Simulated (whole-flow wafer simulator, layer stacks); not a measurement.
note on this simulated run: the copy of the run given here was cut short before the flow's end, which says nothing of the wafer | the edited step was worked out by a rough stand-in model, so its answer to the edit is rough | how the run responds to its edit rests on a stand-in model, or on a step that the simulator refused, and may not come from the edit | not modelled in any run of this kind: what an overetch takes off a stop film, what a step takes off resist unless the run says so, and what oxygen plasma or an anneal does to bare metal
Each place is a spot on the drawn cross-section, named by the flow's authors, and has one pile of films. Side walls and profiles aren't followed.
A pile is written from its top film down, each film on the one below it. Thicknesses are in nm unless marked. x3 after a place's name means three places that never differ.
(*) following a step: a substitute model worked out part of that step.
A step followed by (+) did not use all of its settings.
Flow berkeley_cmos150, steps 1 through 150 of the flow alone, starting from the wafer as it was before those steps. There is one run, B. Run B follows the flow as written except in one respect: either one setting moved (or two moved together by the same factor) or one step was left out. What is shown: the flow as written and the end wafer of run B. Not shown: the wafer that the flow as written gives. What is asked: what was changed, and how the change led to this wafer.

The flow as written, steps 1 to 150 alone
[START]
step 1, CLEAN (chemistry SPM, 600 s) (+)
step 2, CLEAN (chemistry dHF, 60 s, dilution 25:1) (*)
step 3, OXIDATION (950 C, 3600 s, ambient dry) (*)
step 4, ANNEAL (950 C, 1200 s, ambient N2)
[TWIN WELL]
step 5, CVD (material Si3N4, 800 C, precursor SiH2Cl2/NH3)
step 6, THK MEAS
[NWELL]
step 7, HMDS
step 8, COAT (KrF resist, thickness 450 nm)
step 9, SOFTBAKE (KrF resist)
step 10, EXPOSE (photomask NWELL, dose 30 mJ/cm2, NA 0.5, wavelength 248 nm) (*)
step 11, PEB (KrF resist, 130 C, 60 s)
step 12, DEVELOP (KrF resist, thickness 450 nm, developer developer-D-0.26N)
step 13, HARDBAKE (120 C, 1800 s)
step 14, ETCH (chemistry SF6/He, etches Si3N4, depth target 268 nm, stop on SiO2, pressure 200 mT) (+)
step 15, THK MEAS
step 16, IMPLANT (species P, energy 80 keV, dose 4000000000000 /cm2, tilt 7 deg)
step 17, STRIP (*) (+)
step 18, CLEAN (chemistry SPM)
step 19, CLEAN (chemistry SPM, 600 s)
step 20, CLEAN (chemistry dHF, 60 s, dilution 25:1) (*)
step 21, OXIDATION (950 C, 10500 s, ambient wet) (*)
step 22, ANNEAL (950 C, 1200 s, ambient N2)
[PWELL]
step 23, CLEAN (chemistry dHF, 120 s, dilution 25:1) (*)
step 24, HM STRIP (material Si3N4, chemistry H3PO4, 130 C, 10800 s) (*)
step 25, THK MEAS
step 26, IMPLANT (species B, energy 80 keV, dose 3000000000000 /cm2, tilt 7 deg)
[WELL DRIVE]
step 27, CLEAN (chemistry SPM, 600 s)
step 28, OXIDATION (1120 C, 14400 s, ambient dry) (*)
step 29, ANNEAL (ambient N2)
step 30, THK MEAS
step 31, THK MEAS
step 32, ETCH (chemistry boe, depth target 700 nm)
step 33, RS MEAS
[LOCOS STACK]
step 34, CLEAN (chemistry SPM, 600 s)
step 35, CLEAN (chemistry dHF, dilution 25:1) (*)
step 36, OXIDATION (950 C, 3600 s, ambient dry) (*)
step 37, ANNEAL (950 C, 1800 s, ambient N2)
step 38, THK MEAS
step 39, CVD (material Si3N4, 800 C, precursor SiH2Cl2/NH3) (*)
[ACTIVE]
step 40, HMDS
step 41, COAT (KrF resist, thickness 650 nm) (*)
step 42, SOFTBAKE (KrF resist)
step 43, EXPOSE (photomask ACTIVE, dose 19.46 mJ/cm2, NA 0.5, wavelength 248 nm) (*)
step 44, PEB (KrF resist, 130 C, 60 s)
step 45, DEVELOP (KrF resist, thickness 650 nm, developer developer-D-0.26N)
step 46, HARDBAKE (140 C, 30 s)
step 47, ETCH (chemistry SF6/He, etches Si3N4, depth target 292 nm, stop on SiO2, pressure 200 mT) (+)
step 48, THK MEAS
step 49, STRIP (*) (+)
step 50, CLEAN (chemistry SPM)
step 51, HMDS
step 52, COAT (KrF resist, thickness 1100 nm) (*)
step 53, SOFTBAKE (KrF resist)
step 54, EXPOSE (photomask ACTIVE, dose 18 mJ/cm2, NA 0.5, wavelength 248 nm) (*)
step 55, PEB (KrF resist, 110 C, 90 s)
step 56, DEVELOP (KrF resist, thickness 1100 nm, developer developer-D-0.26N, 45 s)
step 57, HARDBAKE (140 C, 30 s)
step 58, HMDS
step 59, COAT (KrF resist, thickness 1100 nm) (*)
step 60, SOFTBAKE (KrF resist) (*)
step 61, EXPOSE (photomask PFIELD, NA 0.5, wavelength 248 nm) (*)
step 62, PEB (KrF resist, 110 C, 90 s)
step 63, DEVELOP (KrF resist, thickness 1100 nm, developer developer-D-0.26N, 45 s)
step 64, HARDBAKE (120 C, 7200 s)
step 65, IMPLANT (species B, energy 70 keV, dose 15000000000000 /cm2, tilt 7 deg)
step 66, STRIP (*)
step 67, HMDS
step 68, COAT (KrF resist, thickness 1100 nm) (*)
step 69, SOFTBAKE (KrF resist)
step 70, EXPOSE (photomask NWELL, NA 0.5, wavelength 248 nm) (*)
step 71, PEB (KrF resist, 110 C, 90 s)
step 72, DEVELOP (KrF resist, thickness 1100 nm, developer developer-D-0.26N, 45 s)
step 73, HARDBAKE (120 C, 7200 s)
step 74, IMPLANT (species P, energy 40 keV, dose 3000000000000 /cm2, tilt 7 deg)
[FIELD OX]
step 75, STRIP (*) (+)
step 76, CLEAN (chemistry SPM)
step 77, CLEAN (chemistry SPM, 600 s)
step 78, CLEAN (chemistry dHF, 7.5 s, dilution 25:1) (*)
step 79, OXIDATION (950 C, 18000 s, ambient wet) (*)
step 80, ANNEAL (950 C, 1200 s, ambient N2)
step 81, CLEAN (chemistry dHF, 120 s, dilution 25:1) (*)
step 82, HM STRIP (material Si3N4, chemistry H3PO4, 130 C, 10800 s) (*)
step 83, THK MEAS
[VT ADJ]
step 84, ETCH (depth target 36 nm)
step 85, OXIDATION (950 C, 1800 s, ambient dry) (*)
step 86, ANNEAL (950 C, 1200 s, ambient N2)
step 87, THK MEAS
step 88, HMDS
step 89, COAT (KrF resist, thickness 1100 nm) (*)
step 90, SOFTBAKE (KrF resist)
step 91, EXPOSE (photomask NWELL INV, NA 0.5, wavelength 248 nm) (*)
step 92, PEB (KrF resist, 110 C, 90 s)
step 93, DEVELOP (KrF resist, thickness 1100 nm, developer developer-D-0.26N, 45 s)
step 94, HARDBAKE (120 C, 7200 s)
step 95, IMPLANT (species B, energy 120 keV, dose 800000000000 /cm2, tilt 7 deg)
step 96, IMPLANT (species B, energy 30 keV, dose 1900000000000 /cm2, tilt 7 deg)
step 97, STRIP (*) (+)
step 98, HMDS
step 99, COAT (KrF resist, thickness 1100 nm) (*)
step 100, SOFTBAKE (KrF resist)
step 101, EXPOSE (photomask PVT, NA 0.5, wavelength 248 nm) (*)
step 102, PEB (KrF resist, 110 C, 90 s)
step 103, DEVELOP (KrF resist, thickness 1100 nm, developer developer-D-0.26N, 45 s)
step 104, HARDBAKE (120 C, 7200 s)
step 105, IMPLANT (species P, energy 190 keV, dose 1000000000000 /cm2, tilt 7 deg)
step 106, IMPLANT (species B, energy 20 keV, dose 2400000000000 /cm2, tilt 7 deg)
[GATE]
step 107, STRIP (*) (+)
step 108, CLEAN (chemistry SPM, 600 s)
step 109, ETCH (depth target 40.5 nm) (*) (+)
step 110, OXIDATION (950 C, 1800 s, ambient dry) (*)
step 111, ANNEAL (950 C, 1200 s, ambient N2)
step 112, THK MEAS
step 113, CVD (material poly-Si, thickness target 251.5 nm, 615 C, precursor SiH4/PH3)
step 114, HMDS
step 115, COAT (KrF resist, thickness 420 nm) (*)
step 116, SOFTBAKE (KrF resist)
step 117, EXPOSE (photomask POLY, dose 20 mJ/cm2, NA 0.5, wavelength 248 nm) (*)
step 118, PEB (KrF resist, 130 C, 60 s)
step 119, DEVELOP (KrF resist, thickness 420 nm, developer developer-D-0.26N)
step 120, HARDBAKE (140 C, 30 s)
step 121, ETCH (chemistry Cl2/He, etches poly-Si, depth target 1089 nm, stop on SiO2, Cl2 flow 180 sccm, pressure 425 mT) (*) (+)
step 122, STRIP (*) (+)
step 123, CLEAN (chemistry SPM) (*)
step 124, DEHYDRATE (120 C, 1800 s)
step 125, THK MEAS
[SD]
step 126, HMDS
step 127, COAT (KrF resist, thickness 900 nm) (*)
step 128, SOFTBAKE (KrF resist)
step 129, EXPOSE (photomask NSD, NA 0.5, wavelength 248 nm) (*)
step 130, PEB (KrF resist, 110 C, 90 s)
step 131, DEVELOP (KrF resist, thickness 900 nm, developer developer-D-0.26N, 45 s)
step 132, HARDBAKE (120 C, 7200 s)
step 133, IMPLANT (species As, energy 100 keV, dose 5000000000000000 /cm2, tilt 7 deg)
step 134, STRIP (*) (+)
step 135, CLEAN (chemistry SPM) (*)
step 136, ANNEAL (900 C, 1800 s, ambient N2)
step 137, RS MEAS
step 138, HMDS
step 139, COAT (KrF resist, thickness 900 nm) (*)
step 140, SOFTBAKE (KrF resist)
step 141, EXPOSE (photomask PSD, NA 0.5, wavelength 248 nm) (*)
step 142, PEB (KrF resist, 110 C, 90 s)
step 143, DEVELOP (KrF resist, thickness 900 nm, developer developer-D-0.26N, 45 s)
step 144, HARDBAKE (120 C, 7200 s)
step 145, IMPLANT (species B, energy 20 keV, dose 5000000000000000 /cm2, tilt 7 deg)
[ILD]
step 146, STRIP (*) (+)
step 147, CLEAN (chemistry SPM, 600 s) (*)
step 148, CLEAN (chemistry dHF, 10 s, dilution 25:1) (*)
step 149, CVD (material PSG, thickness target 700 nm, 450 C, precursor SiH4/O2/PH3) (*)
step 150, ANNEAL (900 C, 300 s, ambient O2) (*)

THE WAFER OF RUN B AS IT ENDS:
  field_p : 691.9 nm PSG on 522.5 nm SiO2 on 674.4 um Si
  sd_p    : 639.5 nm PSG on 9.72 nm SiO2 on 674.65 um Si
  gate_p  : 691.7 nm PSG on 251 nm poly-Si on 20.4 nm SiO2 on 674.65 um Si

The reason: step 21, OXIDATION: 15750 s was run, whereas the flow has 10500 s.

Step by step, how the change led to this:
  step 21, OXIDATION (950 C, 10500 s, ambient wet) (*)
      field, sd_n, gate_n, contact, m1: SiO2 gains 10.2 (new film), Si3N4 loses 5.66 (as written it would have been: SiO2 gains 7.45 (new film), Si3N4 loses 4.11)
      field_p, sd_p, gate_p: SiO2 gains 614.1, Si loses 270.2 (as written it would have been: SiO2 gains 461.2, Si loses 202.9)
  step 23, CLEAN (chemistry dHF, 120 s, dilution 25:1) (*)
      field, sd_n, gate_n, contact, m1: SiO2 loses 10.2 (all of it), Si3N4 loses 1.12 (as written it would have been: SiO2 loses 7.45 (all of it), Si3N4 loses 1.36)
  step 28, OXIDATION (1120 C, 14400 s, ambient dry) (*)
      field_p, sd_p, gate_p: SiO2 gains 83, Si loses 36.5 (as written it would have been: SiO2 gains 103.6, Si loses 45.6)
  step 32, ETCH (chemistry boe, depth target 700 nm)
      field_p, sd_p, gate_p: SiO2 loses 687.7 (all of it) (as written it would have been: SiO2 loses 555.5 (all of it))
  step 41, COAT (KrF resist, thickness 650 nm) (*)
      field_p: KrF resist gains 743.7 (new film) (as written it would have been: KrF resist gains 715.2 (new film))
      sd_p: KrF resist gains 712.9 (new film) (as written it would have been: KrF resist gains 694.3 (new film))
      (and at 1 other place as well)
  step 45, DEVELOP (KrF resist, thickness 650 nm, developer developer-D-0.26N)
      field_p: KrF resist loses 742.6 (all of it) (as written it would have been: KrF resist loses 714.1 (all of it))
  step 46, HARDBAKE (140 C, 30 s)
      sd_p: KrF resist loses 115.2 (as written it would have been: KrF resist loses 112.2)
      gate_p: KrF resist loses 114.2 (as written it would have been: KrF resist loses 111.5)
  step 49, STRIP (*) (+)
      sd_p: KrF resist loses 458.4 (all of it) (as written it would have been: KrF resist loses 442.9 (all of it))
      gate_p: KrF resist loses 453.1 (all of it) (as written it would have been: KrF resist loses 439.2 (all of it))
  step 52, COAT (KrF resist, thickness 1100 nm) (*)
      field_p: KrF resist gains 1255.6 (new film) (as written it would have been: KrF resist gains 1219.5 (new film))
      sd_p: KrF resist gains 1140.7 (new film) (as written it would have been: KrF resist gains 1111.6 (new film))
      (and at 1 other place as well)
  step 56, DEVELOP (KrF resist, thickness 1100 nm, developer developer-D-0.26N, 45 s)
      field_p: KrF resist loses 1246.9 (all of it) (as written it would have been: KrF resist loses 1211 (all of it))
  step 57, HARDBAKE (140 C, 30 s)
      sd_p: KrF resist loses 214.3 (as written it would have been: KrF resist loses 208.8)
      gate_p: KrF resist loses 214.8 (as written it would have been: KrF resist loses 209.5)
  step 59, COAT (KrF resist, thickness 1100 nm) (*)
      field_p: KrF resist gains 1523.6 (new film) (as written it would have been: KrF resist gains 1484.3 (new film))
  step 64, HARDBAKE (120 C, 7200 s)
      field_p: KrF resist loses 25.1 (as written it would have been: KrF resist loses 24.4)
  step 66, STRIP (*)
      field_p: KrF resist loses 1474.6 (all of it) (as written it would have been: KrF resist loses 1436.3 (all of it))
      sd_p: KrF resist loses 1561 (all of it) (as written it would have been: KrF resist loses 1525.1 (all of it))
      (and at 1 other place as well)
  step 68, COAT (KrF resist, thickness 1100 nm) (*)
      field_p: KrF resist gains 1255.6 (new film) (as written it would have been: KrF resist gains 1219.5 (new film))
      sd_p: KrF resist gains 1140.7 (new film) (as written it would have been: KrF resist gains 1111.6 (new film))
      (and at 1 other place as well)
  step 72, DEVELOP (KrF resist, thickness 1100 nm, developer developer-D-0.26N, 45 s)
      field_p: KrF resist loses 1246.9 (all of it) (as written it would have been: KrF resist loses 1211 (all of it))
      sd_p: KrF resist loses 1132.8 (all of it) (as written it would have been: KrF resist loses 1103.9 (all of it))
      (and at 1 other place as well)
  ... another 17 steps ...
  step 146, STRIP (*) (+)
      field_p: KrF resist loses 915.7 (all of it) (as written it would have been: KrF resist loses 882.7 (all of it))
